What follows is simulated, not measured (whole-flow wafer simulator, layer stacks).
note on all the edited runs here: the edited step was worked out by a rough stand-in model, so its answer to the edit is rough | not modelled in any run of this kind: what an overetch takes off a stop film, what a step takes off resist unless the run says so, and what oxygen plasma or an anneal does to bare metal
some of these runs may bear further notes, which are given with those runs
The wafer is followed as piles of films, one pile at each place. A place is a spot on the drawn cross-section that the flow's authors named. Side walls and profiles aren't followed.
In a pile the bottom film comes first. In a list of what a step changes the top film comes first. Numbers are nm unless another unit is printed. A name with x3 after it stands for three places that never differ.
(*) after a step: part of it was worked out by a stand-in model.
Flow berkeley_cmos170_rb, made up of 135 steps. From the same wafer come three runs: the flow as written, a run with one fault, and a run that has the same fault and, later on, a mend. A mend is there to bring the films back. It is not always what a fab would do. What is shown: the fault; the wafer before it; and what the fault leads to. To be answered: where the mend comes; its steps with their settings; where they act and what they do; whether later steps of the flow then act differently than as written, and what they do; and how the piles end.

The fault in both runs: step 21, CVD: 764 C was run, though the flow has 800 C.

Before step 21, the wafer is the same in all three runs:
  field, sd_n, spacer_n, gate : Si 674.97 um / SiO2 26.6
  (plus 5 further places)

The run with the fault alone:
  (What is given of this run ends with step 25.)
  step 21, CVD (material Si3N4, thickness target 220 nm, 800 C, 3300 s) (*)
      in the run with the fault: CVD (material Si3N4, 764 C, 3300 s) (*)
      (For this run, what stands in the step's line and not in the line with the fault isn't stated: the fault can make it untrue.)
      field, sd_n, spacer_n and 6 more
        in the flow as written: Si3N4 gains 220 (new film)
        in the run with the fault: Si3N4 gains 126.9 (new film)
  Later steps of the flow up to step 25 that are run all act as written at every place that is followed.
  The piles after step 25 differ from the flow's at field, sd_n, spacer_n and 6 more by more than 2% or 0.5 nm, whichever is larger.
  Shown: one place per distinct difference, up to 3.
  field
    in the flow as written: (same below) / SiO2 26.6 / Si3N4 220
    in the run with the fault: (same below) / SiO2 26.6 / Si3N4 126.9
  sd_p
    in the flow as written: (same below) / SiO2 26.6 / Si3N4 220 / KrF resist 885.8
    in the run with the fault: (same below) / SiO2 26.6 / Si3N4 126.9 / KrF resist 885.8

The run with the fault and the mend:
  The mend follows step 21.
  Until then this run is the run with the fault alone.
  step 21a, ETCH (chemistry h3po4, depth target 146.5 nm) (the flow's step 16 again, with other settings)
      field, sd_n, spacer_n and 6 more
        Si3N4 loses 126.9 (all of it)
  step 21b, CLEAN (*) (the flow's step 18 again)
      leaves every film unchanged at each place that is followed
  step 21c, CVD (material Si3N4, thickness target 220 nm, 800 C, 3300 s) (*) (the flow's step 21 again)
      field, sd_n, spacer_n and 6 more
        Si3N4 gains 220 (new film)
  Later steps of the flow that are run all act as written at every place that is followed.
  The piles end the same as the flow's at every place that both follow.
